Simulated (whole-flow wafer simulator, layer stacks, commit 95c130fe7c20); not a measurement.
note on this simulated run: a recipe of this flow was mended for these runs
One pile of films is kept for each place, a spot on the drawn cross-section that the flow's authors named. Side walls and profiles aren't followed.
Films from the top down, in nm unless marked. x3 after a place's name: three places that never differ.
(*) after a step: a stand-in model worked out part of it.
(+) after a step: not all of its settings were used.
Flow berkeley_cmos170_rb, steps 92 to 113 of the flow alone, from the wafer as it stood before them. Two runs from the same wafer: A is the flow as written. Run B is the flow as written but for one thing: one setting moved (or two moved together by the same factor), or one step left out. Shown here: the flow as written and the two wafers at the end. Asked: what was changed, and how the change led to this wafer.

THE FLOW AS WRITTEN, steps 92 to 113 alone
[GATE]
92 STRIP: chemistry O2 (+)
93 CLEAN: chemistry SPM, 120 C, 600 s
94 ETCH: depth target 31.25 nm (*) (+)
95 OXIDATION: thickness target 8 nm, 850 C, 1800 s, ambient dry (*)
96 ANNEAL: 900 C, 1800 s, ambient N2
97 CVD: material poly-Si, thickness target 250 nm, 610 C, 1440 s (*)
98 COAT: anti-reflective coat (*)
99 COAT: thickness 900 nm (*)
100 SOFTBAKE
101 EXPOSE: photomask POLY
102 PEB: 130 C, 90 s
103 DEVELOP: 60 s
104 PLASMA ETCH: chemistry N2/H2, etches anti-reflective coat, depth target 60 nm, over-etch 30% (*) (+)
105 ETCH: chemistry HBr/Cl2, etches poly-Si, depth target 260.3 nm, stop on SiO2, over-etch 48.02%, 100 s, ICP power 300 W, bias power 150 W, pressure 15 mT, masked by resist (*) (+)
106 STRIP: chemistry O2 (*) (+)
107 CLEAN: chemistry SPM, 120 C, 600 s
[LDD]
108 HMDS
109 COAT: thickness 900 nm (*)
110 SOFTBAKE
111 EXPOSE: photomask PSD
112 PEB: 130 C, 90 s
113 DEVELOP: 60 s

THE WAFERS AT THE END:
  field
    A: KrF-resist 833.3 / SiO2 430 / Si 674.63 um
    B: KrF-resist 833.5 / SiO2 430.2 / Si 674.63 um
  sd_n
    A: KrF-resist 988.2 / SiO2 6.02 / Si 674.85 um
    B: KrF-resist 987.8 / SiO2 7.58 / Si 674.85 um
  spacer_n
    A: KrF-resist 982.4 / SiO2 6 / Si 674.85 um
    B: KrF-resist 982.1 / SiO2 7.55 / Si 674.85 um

The cause: step 95, OXIDATION: thickness target 10.88 nm was run, where the flow has thickness target 8 nm; step 95, OXIDATION: 2448 s was run, where the flow has 1800 s.

How the change led to this, step by step:
  95 OXIDATION: thickness target 8 nm, 850 C, 1800 s, ambient dry (*)
      sd_n, spacer_n, gate, sd_p, spacer_p, gate_p, contact, m1: A SiO2 +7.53 (new film), Si -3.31 | B SiO2 +9.08 (new film), Si -4
